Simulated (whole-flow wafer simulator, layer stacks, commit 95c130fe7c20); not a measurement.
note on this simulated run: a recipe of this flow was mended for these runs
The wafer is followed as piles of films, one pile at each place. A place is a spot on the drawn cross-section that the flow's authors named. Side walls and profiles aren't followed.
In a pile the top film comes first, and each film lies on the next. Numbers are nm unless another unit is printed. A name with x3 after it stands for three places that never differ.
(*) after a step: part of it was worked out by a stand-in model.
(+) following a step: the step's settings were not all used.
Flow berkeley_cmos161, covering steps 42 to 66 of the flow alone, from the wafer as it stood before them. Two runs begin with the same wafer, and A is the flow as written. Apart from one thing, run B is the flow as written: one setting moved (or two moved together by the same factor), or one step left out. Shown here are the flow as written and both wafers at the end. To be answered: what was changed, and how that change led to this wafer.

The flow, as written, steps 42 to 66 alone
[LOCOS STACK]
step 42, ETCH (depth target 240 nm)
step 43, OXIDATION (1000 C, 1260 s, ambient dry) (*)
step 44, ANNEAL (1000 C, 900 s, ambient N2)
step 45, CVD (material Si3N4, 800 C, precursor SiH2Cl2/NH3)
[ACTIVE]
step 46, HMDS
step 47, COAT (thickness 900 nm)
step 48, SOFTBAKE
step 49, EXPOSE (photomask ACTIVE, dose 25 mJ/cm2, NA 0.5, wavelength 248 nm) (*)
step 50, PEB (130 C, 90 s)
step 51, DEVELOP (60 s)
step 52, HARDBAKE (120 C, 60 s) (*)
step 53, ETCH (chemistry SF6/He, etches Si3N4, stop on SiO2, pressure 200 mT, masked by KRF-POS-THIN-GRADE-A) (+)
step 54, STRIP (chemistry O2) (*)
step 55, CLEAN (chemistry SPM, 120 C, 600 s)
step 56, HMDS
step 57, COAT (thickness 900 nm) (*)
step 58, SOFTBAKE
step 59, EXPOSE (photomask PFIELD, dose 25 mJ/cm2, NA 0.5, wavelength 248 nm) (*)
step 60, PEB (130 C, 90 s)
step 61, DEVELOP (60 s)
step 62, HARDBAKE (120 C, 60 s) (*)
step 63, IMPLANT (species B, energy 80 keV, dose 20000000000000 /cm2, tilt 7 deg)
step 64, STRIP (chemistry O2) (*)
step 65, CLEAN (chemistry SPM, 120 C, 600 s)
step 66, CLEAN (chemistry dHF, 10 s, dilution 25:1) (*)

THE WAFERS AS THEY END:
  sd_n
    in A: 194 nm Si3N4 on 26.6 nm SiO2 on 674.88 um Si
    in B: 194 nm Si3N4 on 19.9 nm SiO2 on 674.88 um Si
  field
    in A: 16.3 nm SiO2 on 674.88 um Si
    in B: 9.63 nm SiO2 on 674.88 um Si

What caused this: step 43, OXIDATION: 969 C was run, whereas the flow has 1000 C.

How this came from the change, step by step:
  step 43, OXIDATION (1000 C, 1260 s, ambient dry) (*)
      field, sd_n, spacer_n and 6 more: A SiO2 gains 26.6 (new film), Si loses 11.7 | B SiO2 gains 19.9 (new film), Si loses 8.74
